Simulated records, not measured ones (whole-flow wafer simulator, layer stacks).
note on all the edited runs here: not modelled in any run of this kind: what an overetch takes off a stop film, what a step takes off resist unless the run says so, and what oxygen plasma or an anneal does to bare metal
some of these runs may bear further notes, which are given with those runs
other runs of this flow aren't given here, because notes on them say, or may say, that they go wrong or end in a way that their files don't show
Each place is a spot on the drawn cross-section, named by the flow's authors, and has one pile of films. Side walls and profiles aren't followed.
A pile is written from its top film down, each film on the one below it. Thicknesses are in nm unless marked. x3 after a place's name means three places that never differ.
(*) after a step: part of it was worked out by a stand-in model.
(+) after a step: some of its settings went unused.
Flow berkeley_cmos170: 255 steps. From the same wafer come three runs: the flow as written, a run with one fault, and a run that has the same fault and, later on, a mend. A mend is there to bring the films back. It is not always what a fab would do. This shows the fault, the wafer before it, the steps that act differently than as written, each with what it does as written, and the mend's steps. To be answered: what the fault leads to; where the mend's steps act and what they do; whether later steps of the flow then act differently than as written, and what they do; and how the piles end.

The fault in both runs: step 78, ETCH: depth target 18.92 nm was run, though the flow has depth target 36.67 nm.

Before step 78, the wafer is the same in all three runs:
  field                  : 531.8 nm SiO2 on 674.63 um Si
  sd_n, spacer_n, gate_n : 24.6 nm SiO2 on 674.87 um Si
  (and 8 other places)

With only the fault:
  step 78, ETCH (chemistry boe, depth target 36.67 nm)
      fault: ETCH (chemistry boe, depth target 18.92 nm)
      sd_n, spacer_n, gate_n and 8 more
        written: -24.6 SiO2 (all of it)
        fault: -18.9 SiO2
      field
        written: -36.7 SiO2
        fault: -18.9 SiO2
  Steps later in the flow that act otherwise than as written (45 more steps, not shown, differ only slightly: by at most 2% or 0.5 nm, whichever is larger):
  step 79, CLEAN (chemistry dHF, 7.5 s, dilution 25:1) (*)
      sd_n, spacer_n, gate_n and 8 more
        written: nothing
        fault: -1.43 SiO2
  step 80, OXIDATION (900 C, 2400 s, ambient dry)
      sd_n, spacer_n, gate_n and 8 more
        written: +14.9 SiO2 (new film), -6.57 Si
        fault: +12.9 SiO2, -5.69 Si
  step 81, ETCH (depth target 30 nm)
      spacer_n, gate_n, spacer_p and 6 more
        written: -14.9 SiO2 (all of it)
        fault: -17.1 SiO2 (all of it)
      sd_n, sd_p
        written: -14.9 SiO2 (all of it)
        fault: -17.2 SiO2 (all of it)
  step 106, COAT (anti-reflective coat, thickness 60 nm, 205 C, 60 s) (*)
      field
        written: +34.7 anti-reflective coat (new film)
        fault: +35.6 anti-reflective coat (new film)
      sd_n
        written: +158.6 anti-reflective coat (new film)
        fault: +175.2 anti-reflective coat (new film)
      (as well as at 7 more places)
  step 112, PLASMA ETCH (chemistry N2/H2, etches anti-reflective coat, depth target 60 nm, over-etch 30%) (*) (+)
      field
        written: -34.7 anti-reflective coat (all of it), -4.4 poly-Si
        fault: -35.6 anti-reflective coat (all of it), -4.93 poly-Si
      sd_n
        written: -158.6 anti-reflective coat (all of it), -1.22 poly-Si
        fault: -175.2 anti-reflective coat (all of it), -1.35 poly-Si
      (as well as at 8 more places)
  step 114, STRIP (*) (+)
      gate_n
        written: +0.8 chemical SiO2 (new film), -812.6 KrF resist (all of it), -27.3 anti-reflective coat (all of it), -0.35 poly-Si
        fault: +0.8 chemical SiO2 (new film), -828.3 KrF resist (all of it), -23.3 anti-reflective coat (all of it), -0.35 poly-Si
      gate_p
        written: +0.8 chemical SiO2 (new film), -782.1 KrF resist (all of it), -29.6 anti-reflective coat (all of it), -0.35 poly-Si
        fault: +0.8 chemical SiO2 (new film), -790.7 KrF resist (all of it), -27.5 anti-reflective coat (all of it), -0.35 poly-Si
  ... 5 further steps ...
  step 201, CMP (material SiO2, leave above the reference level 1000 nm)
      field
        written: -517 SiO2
        fault: -533.8 SiO2
  By the end, the piles at field depart from the flow's by more than 2% or 0.5 nm, whichever is larger.
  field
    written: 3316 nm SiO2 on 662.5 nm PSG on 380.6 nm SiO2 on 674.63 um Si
    fault: 3299.2 nm SiO2 on 662.5 nm PSG on 398.2 nm SiO2 on 674.63 um Si

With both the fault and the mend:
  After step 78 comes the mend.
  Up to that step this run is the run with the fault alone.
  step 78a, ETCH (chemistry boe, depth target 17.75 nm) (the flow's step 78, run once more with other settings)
      spacer_n, gate_n, spacer_p and 6 more
        -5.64 SiO2 (all of it)
      sd_n, sd_p
        -5.7 SiO2 (all of it)
      field
        -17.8 SiO2
  Later steps of the flow that are run all act as written at every place that is followed, up to a difference of at most 2% or 0.5 nm, whichever is larger.
  By the end, the piles equal the flow's at every place that both follow.
